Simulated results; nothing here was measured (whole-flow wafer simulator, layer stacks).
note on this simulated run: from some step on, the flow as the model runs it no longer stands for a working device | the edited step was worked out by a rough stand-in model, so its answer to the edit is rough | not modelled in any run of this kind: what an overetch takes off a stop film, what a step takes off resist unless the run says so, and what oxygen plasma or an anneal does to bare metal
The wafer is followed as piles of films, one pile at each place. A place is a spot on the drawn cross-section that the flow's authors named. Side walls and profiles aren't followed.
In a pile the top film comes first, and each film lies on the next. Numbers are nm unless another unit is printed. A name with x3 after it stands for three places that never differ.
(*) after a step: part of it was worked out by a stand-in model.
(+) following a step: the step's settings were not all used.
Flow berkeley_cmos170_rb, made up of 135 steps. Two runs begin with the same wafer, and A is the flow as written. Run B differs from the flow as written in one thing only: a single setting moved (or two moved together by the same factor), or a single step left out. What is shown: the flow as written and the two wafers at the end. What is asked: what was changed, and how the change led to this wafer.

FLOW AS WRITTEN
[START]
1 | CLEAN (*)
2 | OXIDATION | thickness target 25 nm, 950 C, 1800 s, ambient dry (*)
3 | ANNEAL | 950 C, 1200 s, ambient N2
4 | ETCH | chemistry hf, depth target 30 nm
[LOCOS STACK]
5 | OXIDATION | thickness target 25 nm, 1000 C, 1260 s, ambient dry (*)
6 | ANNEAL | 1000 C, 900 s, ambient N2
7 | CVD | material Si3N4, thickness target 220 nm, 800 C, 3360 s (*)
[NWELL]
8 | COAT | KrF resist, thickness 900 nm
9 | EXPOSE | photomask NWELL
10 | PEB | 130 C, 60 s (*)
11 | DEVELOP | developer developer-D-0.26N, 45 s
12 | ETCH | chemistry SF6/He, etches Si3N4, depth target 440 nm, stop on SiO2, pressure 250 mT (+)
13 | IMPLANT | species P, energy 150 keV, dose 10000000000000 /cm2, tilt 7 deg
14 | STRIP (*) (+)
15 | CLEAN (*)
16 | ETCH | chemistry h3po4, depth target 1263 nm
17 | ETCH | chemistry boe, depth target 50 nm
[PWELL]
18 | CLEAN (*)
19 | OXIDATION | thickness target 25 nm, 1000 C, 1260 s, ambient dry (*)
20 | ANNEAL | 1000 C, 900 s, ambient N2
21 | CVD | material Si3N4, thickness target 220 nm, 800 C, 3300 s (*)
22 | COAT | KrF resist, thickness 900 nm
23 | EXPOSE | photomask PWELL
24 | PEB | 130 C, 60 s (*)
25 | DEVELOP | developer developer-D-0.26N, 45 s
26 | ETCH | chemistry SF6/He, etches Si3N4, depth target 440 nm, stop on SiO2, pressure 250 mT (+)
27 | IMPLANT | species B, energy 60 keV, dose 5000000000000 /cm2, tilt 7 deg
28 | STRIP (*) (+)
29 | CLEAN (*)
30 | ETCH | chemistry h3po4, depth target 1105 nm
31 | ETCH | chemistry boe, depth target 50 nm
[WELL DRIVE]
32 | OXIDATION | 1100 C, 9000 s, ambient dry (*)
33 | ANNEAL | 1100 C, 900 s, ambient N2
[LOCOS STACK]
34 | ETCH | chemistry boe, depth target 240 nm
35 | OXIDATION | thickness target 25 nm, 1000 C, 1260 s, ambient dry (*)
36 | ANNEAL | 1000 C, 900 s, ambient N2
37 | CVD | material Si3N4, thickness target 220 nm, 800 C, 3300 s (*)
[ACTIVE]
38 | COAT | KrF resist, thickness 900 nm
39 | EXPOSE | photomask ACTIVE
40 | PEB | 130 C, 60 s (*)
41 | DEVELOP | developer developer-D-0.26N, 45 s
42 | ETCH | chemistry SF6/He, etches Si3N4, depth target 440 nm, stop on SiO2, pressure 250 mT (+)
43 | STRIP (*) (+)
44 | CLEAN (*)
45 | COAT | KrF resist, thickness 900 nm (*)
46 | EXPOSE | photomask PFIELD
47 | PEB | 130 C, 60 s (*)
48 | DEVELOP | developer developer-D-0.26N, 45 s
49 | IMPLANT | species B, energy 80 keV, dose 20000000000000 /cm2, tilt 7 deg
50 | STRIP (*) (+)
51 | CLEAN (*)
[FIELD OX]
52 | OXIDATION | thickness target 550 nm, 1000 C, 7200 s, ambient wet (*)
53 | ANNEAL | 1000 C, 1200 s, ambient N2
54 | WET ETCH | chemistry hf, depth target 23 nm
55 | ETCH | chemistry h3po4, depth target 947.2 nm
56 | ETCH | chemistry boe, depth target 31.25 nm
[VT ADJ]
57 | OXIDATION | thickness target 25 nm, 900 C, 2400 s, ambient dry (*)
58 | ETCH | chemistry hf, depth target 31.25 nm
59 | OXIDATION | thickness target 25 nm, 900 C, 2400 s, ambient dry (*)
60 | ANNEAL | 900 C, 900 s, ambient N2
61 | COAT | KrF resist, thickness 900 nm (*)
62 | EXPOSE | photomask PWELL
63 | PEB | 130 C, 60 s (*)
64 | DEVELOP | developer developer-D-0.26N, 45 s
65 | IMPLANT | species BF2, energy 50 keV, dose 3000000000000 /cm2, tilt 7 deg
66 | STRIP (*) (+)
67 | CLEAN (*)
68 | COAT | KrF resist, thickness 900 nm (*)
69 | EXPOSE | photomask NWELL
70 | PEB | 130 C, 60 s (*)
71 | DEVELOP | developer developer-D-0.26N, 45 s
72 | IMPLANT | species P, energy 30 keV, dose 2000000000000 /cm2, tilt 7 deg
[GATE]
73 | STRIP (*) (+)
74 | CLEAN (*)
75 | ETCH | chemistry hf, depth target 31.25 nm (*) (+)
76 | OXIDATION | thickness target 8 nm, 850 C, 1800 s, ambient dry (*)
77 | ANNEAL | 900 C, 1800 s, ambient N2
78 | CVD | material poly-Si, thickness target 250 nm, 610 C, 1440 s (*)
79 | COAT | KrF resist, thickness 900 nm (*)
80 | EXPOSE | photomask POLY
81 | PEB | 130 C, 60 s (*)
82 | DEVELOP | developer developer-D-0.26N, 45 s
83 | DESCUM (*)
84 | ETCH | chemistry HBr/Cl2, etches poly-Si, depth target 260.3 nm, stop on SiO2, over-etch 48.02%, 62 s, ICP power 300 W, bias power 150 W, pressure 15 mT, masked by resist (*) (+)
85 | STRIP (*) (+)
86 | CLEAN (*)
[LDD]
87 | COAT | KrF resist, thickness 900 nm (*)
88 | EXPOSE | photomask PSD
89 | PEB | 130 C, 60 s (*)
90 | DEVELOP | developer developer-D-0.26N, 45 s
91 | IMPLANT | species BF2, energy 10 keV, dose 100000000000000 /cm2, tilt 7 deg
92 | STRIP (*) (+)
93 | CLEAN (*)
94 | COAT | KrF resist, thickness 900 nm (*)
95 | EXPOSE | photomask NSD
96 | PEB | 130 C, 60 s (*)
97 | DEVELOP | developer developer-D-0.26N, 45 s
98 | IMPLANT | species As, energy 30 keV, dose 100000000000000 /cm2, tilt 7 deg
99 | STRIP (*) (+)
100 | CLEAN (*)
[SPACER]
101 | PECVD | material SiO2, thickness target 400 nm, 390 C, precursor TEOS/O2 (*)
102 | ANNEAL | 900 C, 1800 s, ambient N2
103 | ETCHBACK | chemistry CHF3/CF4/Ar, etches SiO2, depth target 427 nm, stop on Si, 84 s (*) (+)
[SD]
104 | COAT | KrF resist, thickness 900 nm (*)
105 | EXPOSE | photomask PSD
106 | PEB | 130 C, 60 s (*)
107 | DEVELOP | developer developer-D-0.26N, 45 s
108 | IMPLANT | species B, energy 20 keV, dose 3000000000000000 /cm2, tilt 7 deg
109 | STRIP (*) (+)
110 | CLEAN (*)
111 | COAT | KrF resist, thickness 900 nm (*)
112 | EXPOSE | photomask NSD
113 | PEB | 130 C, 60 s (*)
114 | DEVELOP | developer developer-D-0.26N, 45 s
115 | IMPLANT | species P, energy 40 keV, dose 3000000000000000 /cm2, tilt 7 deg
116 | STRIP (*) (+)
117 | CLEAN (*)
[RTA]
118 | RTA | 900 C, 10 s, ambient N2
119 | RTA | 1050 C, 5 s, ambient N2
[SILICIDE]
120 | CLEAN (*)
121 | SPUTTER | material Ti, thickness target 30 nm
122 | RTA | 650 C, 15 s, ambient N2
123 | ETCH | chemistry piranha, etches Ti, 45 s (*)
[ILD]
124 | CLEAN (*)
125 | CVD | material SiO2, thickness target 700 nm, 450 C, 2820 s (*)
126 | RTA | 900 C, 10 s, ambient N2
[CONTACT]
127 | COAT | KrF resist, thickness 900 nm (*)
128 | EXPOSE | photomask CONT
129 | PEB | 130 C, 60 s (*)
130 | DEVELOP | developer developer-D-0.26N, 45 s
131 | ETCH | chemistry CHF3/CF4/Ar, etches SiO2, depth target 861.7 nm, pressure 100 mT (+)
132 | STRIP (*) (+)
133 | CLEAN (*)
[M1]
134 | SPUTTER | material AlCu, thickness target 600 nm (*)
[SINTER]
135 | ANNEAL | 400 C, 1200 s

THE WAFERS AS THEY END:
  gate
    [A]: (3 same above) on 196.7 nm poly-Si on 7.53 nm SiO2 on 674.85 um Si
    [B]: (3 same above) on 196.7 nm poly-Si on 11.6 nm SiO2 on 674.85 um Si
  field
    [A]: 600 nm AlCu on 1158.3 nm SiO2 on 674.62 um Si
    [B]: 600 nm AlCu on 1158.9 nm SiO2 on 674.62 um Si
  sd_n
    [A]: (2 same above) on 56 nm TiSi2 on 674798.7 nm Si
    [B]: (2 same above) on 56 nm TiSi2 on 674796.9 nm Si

The reason: step 76, OXIDATION: 892 C was run, while the flow as written has 850 C.

Step by step, how the change led to this:
  76 | OXIDATION | thickness target 8 nm, 850 C, 1800 s, ambient dry (*)
      sd_n, spacer_n, gate, sd_p, spacer_p, gate_p, contact, m1: A SiO2 gains 7.53 (new film), Si loses 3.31 | B SiO2 gains 11.6 (new film), Si loses 5.09
      field: A SiO2 gains 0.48, Si loses 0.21 | B SiO2 gains 1.05, Si loses 0.46
